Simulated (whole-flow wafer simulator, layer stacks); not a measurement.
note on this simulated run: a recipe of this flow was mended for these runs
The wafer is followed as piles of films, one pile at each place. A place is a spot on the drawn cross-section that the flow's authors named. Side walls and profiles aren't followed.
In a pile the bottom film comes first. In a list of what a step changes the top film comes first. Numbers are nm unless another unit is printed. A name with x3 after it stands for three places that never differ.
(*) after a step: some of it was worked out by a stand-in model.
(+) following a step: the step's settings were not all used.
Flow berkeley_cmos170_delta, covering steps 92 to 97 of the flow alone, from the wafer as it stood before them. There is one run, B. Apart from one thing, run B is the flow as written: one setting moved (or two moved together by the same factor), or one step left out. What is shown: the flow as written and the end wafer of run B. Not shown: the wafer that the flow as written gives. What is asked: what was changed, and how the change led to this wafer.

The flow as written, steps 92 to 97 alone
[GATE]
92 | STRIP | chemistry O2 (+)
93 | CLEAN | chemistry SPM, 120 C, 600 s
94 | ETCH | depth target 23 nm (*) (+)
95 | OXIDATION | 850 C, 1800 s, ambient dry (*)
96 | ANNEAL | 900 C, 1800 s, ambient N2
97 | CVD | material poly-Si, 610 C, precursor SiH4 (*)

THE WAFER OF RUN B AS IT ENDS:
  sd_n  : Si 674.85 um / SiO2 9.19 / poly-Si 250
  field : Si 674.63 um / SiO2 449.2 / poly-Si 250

Cause: step 95, OXIDATION: 2520 s was run, whereas the flow has 1800 s.

How this came from the change, step by step:
  95 | OXIDATION | 850 C, 1800 s, ambient dry (*)
      sd_n, spacer_n, gate, sd_p, spacer_p x2, contact, m1: +9.19 SiO2 (new film), -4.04 Si (as written it would have been: +7.48 SiO2 (new film), -3.29 Si)
